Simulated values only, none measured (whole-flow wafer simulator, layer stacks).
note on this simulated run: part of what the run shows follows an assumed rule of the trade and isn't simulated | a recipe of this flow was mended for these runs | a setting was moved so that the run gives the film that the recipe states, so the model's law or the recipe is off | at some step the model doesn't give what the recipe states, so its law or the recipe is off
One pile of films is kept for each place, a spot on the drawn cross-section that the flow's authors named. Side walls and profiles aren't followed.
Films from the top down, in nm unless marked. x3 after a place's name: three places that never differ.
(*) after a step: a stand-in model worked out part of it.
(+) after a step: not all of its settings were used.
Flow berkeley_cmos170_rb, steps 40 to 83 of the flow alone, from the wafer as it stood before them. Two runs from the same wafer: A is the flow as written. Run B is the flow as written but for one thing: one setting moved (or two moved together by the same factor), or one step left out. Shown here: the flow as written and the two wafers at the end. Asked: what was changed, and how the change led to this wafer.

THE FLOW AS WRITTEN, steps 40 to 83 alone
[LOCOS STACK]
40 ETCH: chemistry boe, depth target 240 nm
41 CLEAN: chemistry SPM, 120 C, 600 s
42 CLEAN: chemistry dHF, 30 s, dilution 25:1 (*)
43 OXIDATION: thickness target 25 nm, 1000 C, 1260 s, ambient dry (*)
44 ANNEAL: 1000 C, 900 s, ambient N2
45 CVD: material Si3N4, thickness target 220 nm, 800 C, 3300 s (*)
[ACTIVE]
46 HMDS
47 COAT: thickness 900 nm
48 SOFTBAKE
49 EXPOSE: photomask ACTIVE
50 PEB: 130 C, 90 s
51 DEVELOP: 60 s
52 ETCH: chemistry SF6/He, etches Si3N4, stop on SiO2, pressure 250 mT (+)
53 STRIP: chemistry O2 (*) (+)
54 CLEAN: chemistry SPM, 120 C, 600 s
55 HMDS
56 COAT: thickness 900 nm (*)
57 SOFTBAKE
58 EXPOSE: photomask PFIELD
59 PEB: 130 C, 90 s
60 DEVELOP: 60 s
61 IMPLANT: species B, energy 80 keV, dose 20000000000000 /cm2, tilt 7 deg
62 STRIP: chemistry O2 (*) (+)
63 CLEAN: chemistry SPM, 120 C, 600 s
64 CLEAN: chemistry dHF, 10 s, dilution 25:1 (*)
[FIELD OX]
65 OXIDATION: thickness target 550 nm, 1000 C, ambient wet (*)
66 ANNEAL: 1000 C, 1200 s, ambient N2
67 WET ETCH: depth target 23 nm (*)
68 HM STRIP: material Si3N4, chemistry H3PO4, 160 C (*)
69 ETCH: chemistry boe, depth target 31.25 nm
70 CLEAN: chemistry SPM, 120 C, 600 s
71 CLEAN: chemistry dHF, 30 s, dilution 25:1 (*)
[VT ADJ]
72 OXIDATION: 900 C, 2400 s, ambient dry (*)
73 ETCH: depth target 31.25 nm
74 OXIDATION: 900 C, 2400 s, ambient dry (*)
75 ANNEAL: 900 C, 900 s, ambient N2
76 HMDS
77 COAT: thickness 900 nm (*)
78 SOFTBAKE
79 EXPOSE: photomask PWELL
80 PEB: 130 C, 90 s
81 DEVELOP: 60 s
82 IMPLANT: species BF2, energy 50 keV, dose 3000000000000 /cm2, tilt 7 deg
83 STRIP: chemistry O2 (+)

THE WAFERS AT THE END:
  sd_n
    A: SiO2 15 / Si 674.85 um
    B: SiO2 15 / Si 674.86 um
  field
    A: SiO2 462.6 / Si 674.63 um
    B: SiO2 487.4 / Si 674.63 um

The cause: step 69, ETCH: depth target 6.25 nm was run, where the flow has depth target 31.25 nm.

How the change led to this, step by step:
  69 ETCH: chemistry boe, depth target 31.25 nm
      spacer_n, spacer_p, gate_p, contact, m1: A SiO2 -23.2 (all of it) | B SiO2 -6.25
      gate, sd_p: A SiO2 -23.3 (all of it) | B SiO2 -6.25
      (and at 2 more places)
  70 CLEAN: chemistry SPM, 120 C, 600 s
      sd_n, spacer_n, gate, sd_p, spacer_p, gate_p, contact, m1: A chemical SiO2 +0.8 (new film), Si -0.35 | B nothing
  71 CLEAN: chemistry dHF, 30 s, dilution 25:1 (*)
      sd_n, spacer_n, gate, sd_p, spacer_p, gate_p, contact, m1: A chemical SiO2 -0.8 (all of it) | B SiO2 -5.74
  72 OXIDATION: 900 C, 2400 s, ambient dry (*)
      spacer_n, spacer_p, gate_p, contact, m1: A SiO2 +15 (new film), Si -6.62 | B SiO2 +11.8, Si -5.19
      gate, sd_p: A SiO2 +15 (new film), Si -6.62 | B SiO2 +11.8, Si -5.18
      (and at 1 more place)
  73 ETCH: depth target 31.25 nm
      spacer_n, spacer_p, gate_p, contact, m1: A SiO2 -15 (all of it) | B SiO2 -23 (all of it)
      gate, sd_p: A SiO2 -15 (all of it) | B SiO2 -23.1 (all of it)
      (and at 1 more place)
